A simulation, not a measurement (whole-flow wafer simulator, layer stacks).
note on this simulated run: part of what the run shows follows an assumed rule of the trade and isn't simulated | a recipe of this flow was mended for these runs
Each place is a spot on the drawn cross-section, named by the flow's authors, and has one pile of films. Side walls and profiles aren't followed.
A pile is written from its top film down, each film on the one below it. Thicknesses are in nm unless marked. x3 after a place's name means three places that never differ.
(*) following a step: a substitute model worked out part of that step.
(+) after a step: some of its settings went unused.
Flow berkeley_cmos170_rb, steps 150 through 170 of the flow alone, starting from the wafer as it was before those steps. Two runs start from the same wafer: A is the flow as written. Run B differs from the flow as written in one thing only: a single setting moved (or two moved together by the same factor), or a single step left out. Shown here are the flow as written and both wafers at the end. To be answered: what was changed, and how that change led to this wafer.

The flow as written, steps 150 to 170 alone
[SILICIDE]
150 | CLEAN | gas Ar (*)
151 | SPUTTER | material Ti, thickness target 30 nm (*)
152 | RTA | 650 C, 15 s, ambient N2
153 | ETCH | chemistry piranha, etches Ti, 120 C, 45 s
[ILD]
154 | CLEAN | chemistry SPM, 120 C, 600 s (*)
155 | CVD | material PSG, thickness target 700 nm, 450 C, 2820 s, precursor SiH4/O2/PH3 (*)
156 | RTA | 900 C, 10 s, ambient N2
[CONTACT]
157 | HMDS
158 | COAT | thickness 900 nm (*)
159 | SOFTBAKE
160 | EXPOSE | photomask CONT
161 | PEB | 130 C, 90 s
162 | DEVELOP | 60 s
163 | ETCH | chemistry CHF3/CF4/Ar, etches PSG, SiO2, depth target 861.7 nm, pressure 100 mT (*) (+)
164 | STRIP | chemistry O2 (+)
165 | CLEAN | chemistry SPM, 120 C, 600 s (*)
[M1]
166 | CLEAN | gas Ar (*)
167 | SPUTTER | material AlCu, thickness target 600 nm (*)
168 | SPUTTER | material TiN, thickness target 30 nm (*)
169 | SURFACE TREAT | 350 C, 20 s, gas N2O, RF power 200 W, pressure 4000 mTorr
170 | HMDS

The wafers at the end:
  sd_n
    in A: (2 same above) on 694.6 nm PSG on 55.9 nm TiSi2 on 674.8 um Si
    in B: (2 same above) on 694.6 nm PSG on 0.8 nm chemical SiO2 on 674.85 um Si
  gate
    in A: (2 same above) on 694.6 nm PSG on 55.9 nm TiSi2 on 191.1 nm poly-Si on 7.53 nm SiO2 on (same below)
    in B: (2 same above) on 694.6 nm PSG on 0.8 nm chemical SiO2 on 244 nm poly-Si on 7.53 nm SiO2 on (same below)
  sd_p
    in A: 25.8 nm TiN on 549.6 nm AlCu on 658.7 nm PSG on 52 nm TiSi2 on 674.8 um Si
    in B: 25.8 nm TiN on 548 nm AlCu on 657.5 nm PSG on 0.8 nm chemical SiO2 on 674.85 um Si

The reason: step 152, RTA: 650 C, 15 s, ambient N2, was not run.

Step by step, how the change led to this:
  153 | ETCH | chemistry piranha, etches Ti, 120 C, 45 s
      sd_n, gate, gate_p, contact, m1: A Ti loses 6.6 (all of it), TiSi first loses 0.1 | B Ti loses 30 (all of it)
      sd_p: A Ti loses 6.14 (all of it), TiSi first loses 0.1 | B Ti loses 27.9 (all of it)
  154 | CLEAN | chemistry SPM, 120 C, 600 s (*)
      sd_n, sd_p, contact, m1: A nothing | B chemical SiO2 gains 0.8 (new film), Si loses 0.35
      gate, gate_p: A nothing | B chemical SiO2 gains 0.8 (new film), poly-Si loses 0.35
  156 | RTA | 900 C, 10 s, ambient N2
      sd_n, contact, m1: A under 1 film: TiSi2 gains 55.9 (new film), TiSi first loses 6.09 (all of it), TiSi2 C49 loses 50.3 (all of it), Si loses 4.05 | B nothing
      gate, gate_p: A under 1 film: TiSi2 gains 55.9 (new film), TiSi first loses 6.09 (all of it), TiSi2 C49 loses 50.3 (all of it), poly-Si loses 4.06 | B nothing
      (as well as at 1 more place)
  163 | ETCH | chemistry CHF3/CF4/Ar, etches PSG, SiO2, depth target 861.7 nm, pressure 100 mT (*) (+)
      contact: A PSG loses 700 (all of it), TiSi2 loses 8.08 | B PSG loses 700 (all of it), chemical SiO2 loses 0.8 (all of it), Si loses 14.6
  164 | STRIP | chemistry O2 (+)
      contact: A nothing | B chemical SiO2 gains 1.05 (new film), Si loses 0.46
  166 | CLEAN | gas Ar (*)
      contact: A TiSi2 loses 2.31 | B chemical SiO2 loses 1.05 (all of it)
